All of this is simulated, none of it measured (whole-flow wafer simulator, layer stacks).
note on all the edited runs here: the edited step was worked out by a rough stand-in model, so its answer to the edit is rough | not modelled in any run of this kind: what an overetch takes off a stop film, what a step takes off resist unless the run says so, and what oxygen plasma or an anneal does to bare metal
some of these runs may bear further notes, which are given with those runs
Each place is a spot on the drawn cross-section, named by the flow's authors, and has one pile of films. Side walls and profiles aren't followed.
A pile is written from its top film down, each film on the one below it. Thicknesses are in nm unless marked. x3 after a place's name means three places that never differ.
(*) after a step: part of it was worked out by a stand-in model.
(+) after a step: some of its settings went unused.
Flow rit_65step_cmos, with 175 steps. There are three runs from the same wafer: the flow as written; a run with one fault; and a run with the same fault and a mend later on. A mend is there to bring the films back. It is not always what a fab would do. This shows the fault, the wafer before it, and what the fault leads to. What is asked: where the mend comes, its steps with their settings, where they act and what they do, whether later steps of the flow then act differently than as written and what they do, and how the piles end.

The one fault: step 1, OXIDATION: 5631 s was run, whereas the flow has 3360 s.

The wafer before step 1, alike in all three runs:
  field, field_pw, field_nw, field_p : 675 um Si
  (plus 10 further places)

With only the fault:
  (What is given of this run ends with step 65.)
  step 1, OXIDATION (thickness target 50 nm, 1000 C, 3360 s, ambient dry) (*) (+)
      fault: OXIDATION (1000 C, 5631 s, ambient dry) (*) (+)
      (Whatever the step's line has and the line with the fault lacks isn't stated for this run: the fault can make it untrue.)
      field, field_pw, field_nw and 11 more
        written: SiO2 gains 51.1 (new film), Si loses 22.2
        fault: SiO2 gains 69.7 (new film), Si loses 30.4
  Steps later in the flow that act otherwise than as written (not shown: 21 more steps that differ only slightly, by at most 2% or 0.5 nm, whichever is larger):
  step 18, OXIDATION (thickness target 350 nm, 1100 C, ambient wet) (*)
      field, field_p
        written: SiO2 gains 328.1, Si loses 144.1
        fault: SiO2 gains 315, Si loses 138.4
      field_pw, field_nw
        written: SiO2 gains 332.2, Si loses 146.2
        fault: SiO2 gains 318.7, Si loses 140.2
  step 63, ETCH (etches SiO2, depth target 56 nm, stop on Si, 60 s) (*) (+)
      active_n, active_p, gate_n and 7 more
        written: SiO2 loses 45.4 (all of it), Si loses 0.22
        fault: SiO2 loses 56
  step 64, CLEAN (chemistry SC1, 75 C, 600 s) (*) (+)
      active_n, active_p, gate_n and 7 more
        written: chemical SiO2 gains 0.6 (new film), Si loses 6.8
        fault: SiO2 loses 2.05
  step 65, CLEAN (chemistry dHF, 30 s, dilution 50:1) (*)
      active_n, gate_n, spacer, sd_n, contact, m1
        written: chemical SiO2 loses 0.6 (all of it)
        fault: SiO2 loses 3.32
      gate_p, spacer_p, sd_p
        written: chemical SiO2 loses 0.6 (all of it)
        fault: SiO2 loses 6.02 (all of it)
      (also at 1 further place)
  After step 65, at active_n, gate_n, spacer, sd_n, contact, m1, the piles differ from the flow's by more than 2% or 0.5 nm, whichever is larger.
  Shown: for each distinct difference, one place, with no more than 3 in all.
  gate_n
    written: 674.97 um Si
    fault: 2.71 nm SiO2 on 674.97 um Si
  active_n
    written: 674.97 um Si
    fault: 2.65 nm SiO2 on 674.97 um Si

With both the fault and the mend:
  The mend stands after step 2.
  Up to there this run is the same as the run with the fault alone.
  step 2a, ETCH (depth target 80 nm, 21.5 C, 89 s)
      field, field_pw, field_nw and 11 more
        SiO2 loses 69.7 (all of it)
  step 2b, CLEAN (chemistry SC2, 75 C, 600 s)
      field, field_pw, field_nw and 11 more
        chemical SiO2 gains 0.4 (new film), Si loses 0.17
  step 2c, OXIDATION (1000 C, 3360 s, ambient dry) (*) (the flow's step 1 again, with other settings)
      field, field_pw, field_nw and 11 more
        SiO2 gains 51 (new film), chemical SiO2 loses 0.4 (all of it), Si loses 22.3
  Steps later in the flow that act otherwise than as written (not shown: 17 more steps that differ only slightly, by at most 2% or 0.5 nm, whichever is larger):
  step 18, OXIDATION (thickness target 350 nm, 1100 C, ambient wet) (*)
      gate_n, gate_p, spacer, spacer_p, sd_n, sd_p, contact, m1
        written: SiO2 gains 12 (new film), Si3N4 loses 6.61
        mend: SiO2 gains 12 (new film), Si3N4 loses 6.61, SiO2 gains 0.03
  When the end is reached, the piles differ only a little from the flow's at the places that both follow, at most by 2% or 0.5 nm, whichever is larger.
